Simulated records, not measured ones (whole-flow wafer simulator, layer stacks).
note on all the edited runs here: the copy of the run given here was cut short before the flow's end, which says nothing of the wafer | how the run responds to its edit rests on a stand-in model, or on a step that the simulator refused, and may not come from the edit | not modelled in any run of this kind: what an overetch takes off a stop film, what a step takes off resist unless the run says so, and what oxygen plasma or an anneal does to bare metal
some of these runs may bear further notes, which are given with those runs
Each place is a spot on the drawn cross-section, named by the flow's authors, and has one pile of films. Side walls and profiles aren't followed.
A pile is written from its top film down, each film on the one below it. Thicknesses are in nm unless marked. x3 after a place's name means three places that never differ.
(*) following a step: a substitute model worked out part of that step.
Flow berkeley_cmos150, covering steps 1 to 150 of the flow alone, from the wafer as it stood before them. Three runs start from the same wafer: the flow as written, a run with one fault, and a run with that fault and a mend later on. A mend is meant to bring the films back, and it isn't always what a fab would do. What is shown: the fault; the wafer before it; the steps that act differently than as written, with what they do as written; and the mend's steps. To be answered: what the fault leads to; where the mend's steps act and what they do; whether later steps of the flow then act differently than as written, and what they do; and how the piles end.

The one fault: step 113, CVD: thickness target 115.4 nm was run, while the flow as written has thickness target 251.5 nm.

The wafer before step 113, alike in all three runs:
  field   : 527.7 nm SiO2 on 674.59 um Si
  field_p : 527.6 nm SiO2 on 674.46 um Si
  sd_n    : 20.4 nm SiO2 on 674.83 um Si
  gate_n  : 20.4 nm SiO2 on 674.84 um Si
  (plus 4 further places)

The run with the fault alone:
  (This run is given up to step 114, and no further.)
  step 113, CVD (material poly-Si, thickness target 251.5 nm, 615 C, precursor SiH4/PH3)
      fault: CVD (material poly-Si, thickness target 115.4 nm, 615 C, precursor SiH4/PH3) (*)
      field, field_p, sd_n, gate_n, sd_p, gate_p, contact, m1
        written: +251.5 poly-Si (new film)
        fault: +115.4 poly-Si (new film)
  Every later step of the flow up to step 114 that is run acts as written at every place that is followed.
  The piles after step 114 differ from the flow's at field, field_p, sd_n, gate_n, sd_p, gate_p, contact, m1 by more than 2% or 0.5 nm, whichever is larger.
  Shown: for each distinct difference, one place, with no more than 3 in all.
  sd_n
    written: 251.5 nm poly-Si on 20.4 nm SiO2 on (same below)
    fault: 115.4 nm poly-Si on 20.4 nm SiO2 on (same below)
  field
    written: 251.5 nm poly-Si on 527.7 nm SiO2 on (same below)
    fault: 115.4 nm poly-Si on 527.7 nm SiO2 on (same below)
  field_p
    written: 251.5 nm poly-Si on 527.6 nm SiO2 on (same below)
    fault: 115.4 nm poly-Si on 527.6 nm SiO2 on (same below)

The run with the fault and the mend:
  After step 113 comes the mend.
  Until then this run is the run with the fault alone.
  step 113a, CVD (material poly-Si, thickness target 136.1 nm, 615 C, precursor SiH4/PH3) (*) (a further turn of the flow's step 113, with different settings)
      field, field_p, sd_n, gate_n, sd_p, gate_p, contact, m1
        +136.1 poly-Si
  Every later step of the flow that is run acts as written, at every place that is followed, to within 2% or 0.5 nm, whichever is larger.
  At the end the piles are close to the flow's at the places that both follow, differing by at most 2% or 0.5 nm, whichever is larger.
